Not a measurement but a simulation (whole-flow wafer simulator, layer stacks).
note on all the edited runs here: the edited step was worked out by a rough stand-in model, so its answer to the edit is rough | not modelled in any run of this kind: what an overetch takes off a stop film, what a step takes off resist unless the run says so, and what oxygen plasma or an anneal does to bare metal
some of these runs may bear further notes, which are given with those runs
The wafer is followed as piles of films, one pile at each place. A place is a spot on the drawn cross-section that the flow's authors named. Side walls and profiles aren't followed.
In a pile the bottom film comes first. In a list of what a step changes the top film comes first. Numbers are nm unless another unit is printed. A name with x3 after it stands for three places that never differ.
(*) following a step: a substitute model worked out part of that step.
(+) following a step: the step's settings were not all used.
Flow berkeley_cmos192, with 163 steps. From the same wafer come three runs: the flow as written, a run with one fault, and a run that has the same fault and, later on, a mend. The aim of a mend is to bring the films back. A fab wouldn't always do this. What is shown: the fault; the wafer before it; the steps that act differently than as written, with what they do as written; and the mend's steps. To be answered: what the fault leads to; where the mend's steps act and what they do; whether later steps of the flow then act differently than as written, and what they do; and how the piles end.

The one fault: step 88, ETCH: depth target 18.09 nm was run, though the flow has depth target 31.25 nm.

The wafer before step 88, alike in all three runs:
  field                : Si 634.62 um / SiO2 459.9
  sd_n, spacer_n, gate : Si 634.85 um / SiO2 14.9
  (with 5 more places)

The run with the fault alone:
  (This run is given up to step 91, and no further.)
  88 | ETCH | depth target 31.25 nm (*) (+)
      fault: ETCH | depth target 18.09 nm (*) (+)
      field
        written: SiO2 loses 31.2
        fault: SiO2 loses 18.1
  Every later step of the flow up to step 91 that is run acts as written, at every place that is followed, to within 2% or 0.5 nm, whichever is larger.
  After step 91, at field, the piles differ from the flow's by more than 2% or 0.5 nm, whichever is larger.
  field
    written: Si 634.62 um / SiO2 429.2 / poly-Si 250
    fault: Si 634.62 um / SiO2 442.3 / poly-Si 250

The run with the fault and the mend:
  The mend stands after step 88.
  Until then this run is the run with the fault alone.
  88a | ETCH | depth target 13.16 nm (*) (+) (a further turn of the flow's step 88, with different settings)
      field
        SiO2 loses 13.2
  Every later step of the flow that is run acts as written at every place that is followed.
  By the end, the piles equal the flow's at every place that both follow.
